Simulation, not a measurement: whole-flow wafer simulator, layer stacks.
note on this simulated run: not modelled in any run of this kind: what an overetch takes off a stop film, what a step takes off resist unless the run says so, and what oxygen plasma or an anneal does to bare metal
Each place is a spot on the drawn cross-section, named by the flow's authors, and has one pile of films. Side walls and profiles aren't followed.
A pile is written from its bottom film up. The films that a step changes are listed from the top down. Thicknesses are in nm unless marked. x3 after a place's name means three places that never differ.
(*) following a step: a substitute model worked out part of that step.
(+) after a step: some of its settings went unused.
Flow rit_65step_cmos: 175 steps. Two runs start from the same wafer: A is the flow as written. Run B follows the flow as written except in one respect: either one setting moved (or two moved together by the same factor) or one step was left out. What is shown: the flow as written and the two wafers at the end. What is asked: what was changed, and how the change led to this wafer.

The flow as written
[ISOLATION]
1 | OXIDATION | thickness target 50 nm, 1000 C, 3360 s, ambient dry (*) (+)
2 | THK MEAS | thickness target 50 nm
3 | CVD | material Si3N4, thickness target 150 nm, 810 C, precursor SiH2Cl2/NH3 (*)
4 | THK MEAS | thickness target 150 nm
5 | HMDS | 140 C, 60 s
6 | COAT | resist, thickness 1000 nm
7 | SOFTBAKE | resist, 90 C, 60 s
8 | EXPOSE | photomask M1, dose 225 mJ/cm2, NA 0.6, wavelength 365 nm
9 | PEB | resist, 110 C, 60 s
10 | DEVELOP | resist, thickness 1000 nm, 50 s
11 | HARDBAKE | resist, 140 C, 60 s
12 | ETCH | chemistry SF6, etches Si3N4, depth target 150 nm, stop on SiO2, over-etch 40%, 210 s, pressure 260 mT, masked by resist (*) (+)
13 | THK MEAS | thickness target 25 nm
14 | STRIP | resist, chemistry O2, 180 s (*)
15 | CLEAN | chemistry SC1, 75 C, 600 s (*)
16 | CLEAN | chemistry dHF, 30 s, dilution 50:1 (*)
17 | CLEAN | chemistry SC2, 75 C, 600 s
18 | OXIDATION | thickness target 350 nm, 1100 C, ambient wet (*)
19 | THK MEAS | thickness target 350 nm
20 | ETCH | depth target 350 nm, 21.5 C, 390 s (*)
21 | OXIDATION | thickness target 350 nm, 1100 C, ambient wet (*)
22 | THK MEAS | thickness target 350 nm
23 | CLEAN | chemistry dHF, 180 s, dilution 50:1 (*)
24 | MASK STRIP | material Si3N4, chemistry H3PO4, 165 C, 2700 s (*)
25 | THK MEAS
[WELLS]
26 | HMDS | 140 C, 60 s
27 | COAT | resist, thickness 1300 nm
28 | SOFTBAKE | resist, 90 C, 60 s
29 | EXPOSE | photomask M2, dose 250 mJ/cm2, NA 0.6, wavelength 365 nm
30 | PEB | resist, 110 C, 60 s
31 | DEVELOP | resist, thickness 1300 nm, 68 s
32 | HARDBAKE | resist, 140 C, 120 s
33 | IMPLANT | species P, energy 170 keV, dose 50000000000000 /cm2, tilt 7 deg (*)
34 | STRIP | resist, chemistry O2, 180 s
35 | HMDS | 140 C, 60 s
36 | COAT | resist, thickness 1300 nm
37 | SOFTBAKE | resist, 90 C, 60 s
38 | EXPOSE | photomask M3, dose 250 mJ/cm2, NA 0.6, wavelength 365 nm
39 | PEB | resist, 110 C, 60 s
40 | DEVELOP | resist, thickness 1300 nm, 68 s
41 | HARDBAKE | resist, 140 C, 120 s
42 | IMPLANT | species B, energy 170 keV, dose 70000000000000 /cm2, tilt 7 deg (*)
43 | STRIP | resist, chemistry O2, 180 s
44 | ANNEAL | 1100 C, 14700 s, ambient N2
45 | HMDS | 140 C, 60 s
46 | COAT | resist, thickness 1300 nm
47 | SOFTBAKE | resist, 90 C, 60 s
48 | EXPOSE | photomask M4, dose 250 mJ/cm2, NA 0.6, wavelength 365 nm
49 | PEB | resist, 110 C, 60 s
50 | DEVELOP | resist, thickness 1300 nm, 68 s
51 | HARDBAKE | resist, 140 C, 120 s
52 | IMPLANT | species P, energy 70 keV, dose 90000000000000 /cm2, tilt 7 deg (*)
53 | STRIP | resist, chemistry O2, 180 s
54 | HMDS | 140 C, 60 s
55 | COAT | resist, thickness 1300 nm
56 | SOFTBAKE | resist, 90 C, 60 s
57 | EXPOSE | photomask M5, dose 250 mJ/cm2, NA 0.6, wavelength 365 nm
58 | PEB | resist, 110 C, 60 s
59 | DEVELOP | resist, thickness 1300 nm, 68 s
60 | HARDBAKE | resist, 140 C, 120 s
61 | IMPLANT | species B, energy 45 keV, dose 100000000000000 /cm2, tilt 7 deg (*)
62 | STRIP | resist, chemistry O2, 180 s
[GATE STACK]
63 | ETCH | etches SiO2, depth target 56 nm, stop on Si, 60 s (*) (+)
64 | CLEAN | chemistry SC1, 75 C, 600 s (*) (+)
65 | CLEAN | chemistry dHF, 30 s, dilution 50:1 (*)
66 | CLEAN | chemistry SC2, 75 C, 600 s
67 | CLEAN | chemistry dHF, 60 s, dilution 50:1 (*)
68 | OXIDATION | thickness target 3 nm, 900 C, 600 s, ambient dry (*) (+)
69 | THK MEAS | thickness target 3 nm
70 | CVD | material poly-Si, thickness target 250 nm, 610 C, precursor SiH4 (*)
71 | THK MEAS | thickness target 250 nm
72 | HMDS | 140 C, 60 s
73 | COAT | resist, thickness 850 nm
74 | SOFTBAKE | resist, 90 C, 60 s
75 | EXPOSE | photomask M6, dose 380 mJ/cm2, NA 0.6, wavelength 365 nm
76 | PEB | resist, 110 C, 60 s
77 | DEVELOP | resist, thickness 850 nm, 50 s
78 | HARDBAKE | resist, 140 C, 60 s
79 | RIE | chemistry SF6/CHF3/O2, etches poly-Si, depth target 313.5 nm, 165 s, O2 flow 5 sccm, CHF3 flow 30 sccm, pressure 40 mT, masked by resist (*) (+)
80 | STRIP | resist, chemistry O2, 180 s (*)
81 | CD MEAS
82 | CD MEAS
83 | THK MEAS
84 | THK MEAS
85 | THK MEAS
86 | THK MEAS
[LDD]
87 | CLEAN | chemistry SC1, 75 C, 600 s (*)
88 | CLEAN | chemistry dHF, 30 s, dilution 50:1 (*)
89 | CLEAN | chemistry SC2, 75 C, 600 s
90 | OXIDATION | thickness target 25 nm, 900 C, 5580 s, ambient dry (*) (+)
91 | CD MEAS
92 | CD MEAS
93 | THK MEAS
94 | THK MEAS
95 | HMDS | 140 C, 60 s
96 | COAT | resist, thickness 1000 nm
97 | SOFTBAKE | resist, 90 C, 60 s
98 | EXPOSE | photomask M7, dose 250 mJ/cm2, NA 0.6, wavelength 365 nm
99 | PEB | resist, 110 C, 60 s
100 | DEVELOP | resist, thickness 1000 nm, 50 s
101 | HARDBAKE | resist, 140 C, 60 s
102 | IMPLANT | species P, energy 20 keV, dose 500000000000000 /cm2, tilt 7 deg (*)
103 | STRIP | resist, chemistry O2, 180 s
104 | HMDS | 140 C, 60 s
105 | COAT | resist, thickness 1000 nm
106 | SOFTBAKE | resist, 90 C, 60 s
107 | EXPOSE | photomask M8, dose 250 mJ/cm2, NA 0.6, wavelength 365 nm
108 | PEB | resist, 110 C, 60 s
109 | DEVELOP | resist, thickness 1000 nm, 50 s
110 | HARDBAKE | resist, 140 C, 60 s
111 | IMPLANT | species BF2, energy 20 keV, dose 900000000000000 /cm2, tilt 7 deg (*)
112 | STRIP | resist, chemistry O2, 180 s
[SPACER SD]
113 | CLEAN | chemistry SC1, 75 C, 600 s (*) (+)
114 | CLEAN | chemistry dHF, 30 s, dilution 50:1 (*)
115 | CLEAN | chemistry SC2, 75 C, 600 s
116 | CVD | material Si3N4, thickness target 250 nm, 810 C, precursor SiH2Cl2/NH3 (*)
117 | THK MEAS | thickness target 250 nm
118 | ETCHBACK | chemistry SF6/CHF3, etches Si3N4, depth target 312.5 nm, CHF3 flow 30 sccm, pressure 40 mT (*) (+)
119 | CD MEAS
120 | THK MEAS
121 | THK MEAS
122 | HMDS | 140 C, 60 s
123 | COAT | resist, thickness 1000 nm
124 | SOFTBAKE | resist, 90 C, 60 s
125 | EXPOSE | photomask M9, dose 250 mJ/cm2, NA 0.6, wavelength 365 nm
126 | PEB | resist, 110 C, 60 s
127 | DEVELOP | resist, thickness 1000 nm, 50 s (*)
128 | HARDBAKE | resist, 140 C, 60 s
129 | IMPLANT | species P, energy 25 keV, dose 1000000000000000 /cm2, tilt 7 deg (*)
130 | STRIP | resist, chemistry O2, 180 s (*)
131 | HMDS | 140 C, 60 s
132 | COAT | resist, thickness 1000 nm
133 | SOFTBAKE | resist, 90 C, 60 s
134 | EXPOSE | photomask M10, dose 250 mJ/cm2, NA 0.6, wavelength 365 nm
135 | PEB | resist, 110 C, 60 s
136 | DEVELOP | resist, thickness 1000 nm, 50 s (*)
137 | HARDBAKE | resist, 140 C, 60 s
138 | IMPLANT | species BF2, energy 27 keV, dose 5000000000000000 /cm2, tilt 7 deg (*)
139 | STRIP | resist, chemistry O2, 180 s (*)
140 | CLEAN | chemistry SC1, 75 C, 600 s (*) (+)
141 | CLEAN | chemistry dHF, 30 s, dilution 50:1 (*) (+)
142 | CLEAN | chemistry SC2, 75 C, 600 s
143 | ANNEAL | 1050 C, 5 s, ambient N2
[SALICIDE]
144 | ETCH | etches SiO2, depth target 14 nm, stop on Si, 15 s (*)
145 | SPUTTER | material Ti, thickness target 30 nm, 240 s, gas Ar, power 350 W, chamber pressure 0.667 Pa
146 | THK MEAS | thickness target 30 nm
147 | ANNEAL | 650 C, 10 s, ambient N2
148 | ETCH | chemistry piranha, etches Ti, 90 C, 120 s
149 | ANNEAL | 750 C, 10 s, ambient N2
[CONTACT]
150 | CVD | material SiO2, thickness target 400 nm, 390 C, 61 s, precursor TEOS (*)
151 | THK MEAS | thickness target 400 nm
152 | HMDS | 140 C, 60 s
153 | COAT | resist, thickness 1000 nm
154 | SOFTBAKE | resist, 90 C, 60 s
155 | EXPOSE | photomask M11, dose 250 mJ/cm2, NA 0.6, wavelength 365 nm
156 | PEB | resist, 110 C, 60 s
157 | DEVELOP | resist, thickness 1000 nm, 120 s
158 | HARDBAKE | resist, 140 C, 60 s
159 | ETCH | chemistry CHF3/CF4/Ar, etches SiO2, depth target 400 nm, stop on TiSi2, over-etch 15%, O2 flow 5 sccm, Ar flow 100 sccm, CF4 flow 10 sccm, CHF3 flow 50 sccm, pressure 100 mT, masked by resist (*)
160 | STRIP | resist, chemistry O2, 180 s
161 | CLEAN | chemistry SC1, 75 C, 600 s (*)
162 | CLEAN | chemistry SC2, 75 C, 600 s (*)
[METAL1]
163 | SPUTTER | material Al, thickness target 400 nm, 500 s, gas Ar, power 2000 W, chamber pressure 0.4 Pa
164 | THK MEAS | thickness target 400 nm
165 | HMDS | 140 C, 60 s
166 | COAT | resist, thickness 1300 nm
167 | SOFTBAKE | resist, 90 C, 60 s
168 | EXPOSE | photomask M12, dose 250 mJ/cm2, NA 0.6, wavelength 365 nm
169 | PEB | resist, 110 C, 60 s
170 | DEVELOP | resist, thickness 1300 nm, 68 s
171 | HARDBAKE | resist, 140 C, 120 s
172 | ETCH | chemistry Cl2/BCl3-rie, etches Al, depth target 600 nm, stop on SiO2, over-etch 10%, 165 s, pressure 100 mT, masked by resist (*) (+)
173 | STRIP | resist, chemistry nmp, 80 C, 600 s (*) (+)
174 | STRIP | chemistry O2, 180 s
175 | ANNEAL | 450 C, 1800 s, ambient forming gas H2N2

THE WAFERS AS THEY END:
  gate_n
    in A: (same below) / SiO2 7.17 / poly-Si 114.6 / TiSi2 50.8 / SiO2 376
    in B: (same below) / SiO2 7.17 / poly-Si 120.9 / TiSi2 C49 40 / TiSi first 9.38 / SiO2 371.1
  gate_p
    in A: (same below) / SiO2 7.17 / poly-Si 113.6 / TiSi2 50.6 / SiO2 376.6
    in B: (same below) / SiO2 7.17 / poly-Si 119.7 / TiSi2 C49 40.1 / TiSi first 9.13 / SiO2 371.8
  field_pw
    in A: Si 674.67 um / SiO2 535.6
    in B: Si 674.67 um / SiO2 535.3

What caused this: step 149, ANNEAL: 750 C, 10 s, ambient N2, was not run.

How this came from the change, step by step:
  (no step that both runs have acts differently by more than 2% or 0.5 nm, whichever is larger)
